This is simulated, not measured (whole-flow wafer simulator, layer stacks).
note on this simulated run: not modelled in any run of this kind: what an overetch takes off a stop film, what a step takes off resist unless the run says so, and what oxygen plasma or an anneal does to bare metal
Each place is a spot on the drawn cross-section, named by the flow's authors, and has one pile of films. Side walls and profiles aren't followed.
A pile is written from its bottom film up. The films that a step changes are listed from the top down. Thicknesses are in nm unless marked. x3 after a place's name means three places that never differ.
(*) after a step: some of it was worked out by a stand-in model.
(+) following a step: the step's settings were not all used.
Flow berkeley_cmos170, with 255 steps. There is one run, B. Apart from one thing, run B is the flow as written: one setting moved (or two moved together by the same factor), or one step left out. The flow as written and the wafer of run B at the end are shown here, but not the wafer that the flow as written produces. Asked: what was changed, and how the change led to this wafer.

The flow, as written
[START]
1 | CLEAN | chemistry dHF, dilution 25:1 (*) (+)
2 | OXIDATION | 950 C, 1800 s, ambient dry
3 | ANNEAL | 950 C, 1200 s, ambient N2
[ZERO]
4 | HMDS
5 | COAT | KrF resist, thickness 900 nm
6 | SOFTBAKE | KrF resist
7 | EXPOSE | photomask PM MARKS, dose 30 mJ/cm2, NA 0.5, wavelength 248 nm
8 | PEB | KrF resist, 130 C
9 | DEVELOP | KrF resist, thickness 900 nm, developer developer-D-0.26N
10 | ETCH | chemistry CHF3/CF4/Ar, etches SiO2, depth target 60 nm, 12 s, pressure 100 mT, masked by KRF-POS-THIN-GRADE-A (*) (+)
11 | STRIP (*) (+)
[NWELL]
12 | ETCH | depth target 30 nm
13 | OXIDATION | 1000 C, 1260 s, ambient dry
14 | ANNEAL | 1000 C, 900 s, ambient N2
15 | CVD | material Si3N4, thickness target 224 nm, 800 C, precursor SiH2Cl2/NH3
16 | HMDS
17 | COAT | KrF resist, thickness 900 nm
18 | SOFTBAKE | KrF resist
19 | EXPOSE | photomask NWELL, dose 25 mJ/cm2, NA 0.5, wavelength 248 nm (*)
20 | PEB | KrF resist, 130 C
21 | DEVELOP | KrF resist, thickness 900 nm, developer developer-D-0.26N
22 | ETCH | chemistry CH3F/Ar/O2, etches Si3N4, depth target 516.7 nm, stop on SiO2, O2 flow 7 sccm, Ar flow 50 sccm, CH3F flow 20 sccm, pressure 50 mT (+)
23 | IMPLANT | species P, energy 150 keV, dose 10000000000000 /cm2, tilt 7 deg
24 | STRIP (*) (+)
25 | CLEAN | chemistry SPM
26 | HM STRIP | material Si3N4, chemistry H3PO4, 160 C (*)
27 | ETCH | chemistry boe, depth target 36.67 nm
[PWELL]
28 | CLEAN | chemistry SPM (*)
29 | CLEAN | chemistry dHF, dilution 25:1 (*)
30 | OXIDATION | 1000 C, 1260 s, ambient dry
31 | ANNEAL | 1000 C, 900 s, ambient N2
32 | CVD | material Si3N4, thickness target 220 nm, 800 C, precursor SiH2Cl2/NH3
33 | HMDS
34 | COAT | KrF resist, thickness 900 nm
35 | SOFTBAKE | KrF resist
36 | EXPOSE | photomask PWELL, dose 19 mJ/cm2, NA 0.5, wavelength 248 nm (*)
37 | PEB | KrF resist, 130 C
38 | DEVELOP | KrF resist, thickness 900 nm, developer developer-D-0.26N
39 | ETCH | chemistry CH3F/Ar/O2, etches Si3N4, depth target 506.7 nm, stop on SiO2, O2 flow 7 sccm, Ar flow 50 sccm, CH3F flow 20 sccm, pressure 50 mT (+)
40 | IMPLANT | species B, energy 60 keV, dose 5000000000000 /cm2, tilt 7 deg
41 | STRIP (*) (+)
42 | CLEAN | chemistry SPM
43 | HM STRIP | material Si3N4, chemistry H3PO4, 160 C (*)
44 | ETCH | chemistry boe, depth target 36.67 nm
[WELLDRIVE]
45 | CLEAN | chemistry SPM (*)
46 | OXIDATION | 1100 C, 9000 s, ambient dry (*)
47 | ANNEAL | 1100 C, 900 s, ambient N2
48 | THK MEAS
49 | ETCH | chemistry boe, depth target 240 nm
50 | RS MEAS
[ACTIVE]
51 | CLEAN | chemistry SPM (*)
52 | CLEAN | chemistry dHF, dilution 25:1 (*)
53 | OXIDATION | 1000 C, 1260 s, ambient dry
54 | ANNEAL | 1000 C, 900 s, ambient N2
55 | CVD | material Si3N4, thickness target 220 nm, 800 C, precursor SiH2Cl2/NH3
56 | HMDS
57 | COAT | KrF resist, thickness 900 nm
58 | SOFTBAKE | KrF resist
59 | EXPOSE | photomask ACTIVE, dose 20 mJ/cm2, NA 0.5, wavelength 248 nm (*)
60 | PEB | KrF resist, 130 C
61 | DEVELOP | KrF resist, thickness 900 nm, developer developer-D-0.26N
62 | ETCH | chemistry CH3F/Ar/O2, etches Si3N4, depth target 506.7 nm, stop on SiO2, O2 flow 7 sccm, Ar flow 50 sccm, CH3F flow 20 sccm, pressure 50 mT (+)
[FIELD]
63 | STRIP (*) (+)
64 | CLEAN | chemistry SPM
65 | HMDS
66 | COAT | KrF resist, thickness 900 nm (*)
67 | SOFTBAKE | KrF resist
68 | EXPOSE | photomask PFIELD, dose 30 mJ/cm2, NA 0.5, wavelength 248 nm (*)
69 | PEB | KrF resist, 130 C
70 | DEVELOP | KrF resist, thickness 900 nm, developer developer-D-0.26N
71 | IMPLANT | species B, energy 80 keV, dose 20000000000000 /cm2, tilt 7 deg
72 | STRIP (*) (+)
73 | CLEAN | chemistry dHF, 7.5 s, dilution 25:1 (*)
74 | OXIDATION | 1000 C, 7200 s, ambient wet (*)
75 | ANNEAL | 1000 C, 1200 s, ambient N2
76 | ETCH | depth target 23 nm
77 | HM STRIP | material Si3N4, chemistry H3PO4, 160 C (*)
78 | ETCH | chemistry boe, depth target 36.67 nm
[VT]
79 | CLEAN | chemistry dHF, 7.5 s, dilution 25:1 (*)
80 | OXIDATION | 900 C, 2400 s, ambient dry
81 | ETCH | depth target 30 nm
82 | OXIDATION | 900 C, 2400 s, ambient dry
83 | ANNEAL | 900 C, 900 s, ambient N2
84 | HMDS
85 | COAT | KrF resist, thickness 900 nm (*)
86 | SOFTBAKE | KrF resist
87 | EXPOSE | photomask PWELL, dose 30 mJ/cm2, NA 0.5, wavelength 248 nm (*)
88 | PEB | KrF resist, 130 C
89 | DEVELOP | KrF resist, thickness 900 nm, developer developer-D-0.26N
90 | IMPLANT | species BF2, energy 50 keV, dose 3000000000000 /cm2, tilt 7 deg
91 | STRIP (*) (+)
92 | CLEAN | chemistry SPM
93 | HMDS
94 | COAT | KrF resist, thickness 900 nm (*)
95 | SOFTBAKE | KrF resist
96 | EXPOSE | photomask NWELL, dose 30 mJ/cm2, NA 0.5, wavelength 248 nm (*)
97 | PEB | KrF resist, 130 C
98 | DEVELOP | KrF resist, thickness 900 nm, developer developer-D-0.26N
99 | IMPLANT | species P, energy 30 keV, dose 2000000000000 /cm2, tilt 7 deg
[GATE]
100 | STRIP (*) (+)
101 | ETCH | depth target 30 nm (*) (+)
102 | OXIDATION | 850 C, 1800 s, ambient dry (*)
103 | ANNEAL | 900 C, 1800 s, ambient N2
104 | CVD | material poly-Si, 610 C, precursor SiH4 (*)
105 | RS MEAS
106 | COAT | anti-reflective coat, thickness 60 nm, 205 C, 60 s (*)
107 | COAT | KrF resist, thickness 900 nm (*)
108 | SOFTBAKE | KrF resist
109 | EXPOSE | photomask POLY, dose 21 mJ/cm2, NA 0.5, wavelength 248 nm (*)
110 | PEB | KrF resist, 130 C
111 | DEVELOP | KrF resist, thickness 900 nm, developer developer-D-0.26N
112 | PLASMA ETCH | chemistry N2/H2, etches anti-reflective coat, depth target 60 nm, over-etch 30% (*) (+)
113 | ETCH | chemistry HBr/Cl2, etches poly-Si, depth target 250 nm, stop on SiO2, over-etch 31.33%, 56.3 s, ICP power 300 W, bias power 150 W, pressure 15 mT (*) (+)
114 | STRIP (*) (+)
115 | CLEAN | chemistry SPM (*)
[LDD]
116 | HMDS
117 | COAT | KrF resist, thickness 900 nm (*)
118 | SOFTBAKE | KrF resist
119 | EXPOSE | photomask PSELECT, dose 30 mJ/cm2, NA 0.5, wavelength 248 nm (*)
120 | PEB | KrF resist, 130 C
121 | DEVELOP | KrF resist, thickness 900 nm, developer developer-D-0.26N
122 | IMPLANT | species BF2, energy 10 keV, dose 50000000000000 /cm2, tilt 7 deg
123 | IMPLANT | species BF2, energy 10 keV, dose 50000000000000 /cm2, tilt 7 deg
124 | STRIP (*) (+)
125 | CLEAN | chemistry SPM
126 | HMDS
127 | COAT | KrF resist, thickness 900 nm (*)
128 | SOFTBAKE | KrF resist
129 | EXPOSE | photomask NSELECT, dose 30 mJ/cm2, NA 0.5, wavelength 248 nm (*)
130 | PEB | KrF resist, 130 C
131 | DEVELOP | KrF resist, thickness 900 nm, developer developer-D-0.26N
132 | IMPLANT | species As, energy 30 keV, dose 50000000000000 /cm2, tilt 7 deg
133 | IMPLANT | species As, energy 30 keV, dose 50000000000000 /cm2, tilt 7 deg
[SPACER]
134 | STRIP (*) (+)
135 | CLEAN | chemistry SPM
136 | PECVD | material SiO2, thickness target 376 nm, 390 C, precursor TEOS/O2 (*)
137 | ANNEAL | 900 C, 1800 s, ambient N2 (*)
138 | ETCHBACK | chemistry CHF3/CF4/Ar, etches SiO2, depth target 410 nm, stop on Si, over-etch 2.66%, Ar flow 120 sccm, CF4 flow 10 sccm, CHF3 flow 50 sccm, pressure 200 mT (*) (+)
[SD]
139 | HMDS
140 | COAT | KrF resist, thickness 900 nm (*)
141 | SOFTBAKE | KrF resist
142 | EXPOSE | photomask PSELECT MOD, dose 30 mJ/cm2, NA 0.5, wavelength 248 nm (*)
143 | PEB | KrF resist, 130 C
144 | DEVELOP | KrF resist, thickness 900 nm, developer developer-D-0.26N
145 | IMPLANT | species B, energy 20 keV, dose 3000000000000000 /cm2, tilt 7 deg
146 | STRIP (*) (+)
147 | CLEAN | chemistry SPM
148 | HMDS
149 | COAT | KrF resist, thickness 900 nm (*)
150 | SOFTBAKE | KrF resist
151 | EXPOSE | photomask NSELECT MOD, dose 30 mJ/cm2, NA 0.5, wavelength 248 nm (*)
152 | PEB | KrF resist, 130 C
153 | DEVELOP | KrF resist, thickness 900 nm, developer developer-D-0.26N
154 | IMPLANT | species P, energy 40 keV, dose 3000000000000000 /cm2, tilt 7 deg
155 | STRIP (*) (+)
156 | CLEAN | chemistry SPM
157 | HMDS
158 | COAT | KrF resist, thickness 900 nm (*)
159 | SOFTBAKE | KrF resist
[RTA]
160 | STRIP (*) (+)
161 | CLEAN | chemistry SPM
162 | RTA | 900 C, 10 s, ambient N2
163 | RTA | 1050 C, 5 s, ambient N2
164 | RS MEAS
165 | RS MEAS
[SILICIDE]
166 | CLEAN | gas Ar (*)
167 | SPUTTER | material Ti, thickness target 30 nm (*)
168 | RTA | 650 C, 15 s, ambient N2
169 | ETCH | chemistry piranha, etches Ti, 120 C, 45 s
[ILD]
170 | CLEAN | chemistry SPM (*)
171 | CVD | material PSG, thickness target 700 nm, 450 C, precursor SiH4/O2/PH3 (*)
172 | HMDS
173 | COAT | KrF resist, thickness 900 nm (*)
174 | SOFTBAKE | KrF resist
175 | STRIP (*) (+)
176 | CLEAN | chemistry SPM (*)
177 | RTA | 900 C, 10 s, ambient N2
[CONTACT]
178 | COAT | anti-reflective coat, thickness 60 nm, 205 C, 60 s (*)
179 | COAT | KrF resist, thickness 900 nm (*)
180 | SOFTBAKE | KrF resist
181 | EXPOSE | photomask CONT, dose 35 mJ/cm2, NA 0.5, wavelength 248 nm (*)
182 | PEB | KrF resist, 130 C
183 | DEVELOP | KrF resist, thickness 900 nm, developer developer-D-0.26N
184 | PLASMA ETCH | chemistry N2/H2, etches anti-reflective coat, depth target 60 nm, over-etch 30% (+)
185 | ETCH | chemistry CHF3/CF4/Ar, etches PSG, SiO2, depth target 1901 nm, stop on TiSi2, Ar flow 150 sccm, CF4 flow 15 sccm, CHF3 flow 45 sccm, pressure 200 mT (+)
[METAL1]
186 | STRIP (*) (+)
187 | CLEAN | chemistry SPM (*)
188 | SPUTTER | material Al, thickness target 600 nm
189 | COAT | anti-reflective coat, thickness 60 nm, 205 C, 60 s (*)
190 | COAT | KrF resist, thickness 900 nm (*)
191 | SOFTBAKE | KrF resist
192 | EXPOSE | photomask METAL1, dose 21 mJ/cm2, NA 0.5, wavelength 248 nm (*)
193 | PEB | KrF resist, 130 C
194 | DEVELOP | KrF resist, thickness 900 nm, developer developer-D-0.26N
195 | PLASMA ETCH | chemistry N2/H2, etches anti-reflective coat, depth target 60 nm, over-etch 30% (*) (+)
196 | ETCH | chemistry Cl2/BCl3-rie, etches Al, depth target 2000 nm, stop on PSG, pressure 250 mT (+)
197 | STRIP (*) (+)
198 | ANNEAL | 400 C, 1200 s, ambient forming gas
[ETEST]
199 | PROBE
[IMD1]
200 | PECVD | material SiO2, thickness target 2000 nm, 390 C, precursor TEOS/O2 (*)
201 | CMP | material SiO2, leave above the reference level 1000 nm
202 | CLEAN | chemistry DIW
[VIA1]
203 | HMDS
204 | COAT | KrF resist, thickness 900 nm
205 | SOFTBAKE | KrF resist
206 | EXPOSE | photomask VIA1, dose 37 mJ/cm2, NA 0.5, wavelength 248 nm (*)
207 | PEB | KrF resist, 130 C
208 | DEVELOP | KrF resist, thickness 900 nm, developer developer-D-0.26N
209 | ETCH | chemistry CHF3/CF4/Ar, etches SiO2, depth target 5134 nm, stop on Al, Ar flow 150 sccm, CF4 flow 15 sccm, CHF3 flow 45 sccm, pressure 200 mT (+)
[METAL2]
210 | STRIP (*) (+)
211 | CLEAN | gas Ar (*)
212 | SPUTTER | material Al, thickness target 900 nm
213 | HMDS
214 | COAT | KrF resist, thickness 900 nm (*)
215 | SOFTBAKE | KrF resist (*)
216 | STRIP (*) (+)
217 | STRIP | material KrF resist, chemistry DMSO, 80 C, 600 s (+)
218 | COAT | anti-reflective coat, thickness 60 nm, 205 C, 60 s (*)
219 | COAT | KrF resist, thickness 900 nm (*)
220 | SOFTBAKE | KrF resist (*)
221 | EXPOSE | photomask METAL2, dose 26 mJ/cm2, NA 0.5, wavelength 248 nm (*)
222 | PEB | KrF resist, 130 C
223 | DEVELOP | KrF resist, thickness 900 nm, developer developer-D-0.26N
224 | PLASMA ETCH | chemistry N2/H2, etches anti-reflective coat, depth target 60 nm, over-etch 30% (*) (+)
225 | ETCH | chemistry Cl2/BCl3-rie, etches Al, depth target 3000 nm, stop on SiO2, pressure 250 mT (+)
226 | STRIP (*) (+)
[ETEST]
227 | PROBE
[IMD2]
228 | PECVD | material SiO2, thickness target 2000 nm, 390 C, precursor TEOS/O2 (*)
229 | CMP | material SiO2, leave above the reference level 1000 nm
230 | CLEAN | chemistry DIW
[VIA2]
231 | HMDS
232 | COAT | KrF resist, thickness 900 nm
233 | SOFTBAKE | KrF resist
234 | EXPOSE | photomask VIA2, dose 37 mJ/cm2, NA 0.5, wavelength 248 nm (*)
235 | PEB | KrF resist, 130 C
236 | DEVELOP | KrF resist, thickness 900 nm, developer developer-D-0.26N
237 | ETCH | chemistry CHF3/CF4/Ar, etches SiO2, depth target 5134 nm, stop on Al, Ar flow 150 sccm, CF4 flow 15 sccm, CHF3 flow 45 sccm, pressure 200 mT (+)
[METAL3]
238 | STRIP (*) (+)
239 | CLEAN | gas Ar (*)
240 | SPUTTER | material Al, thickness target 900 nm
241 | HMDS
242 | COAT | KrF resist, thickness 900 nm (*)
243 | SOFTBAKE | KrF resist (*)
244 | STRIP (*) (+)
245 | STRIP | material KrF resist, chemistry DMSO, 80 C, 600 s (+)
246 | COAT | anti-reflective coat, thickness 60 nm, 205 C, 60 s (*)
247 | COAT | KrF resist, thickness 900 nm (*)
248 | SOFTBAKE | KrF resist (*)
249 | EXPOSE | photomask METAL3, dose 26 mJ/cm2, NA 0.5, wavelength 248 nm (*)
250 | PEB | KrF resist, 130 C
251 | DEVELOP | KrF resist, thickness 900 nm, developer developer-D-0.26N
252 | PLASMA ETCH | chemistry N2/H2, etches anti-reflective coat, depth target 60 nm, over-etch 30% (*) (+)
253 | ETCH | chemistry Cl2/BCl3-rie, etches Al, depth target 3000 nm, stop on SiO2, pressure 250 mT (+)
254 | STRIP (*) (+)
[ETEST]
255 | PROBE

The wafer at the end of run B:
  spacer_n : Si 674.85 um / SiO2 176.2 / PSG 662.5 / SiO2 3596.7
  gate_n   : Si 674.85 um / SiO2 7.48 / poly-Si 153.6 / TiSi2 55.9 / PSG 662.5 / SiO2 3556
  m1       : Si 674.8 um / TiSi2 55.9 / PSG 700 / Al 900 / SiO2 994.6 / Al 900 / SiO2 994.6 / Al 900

Cause: step 188, SPUTTER: thickness target 900 nm was run, though the flow has thickness target 600 nm; step 196, ETCH: depth target 3000 nm was run, where the flow has depth target 2000 nm.
One can read it off the wafer: m1 has Al 900, and step 188 as written asks for 600 nm.

Step by step, how the change led to this:
  188 | SPUTTER | material Al, thickness target 600 nm
      field, sd_n, spacer_n and 7 more: +900 Al (new film) (as written it would have been: +600 Al (new film))
      sd_p: +870.5 Al (new film) (as written it would have been: +573.8 Al (new film))
      (and at 1 other place as well)
  189 | COAT | anti-reflective coat, thickness 60 nm, 205 C, 60 s (*)
      sd_n: +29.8 anti-reflective coat (new film) (as written it would have been: +17.7 anti-reflective coat (new film))
      contact: +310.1 anti-reflective coat (new film) (as written it would have been: +261.9 anti-reflective coat (new film))
      (and at 1 other place as well)
  190 | COAT | KrF resist, thickness 900 nm (*)
      sd_n: +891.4 KrF resist (new film) (as written it would have been: +922.1 KrF resist (new film))
  194 | DEVELOP | KrF resist, thickness 900 nm, developer developer-D-0.26N
      sd_n: -890 KrF resist (all of it) (as written it would have been: -920.6 KrF resist (all of it))
  195 | PLASMA ETCH | chemistry N2/H2, etches anti-reflective coat, depth target 60 nm, over-etch 30% (*) (+)
      sd_n: -29.8 anti-reflective coat (all of it) (as written it would have been: -17.7 anti-reflective coat (all of it))
  196 | ETCH | chemistry Cl2/BCl3-rie, etches Al, depth target 2000 nm, stop on PSG, pressure 250 mT (+)
      field, sd_n, spacer_n, gate_n, spacer_p, gate_p: -900 Al (all of it), -37.5 PSG (as written it would have been: -600 Al (all of it), -37.5 PSG)
      contact, m1, via1, m2, via2: -600 KrF resist (as written it would have been: -450 KrF resist)
      (and at 1 other place as well)
  197 | STRIP (*) (+)
      contact: -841 KrF resist (all of it), -310.1 anti-reflective coat (all of it) (as written it would have been: -966.1 KrF resist (all of it), -261.9 anti-reflective coat (all of it))
      m1: -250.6 KrF resist (all of it), -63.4 anti-reflective coat (all of it) (as written it would have been: -404.7 KrF resist (all of it), -63 anti-reflective coat (all of it))
      (and at 3 other places as well)
  201 | CMP | material SiO2, leave above the reference level 1000 nm
      contact: nothing (as written it would have been: -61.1 SiO2)
      spacer_n, spacer_p: -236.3 SiO2 (as written it would have been: -536.3 SiO2)
      (and at 5 other places as well)
  204 | COAT | KrF resist, thickness 900 nm
      contact: +920.5 KrF resist (new film) (as written it would have been: +900 KrF resist (new film))
  210 | STRIP (*) (+)
      contact: -629.4 KrF resist (all of it) (as written it would have been: -608.9 KrF resist (all of it))
  214 | COAT | KrF resist, thickness 900 nm (*)
      contact: +910.4 KrF resist (new film) (as written it would have been: +889.8 KrF resist (new film))
  216 | STRIP (*) (+)
      contact: -910.4 KrF resist (all of it) (as written it would have been: -889.8 KrF resist (all of it))
  218 | COAT | anti-reflective coat, thickness 60 nm, 205 C, 60 s (*)
      sd_n: +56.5 anti-reflective coat (new film) (as written it would have been: +64.1 anti-reflective coat (new film))
      contact: +73.3 anti-reflective coat (new film) (as written it would have been: +62.1 anti-reflective coat (new film))
  224 | PLASMA ETCH | chemistry N2/H2, etches anti-reflective coat, depth target 60 nm, over-etch 30% (*) (+)
      contact, m1, via1, m2, via2: -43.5 KrF resist (as written it would have been: -46.3 KrF resist)
      sd_n: -56.5 anti-reflective coat (all of it) (as written it would have been: -64.1 anti-reflective coat (all of it))
  226 | STRIP (*) (+)
      contact: -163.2 KrF resist (all of it), -73.3 anti-reflective coat (all of it) (as written it would have been: -151.9 KrF resist (all of it), -62.1 anti-reflective coat (all of it))
  229 | CMP | material SiO2, leave above the reference level 1000 nm
      contact: -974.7 SiO2 (as written it would have been: -1000 SiO2)
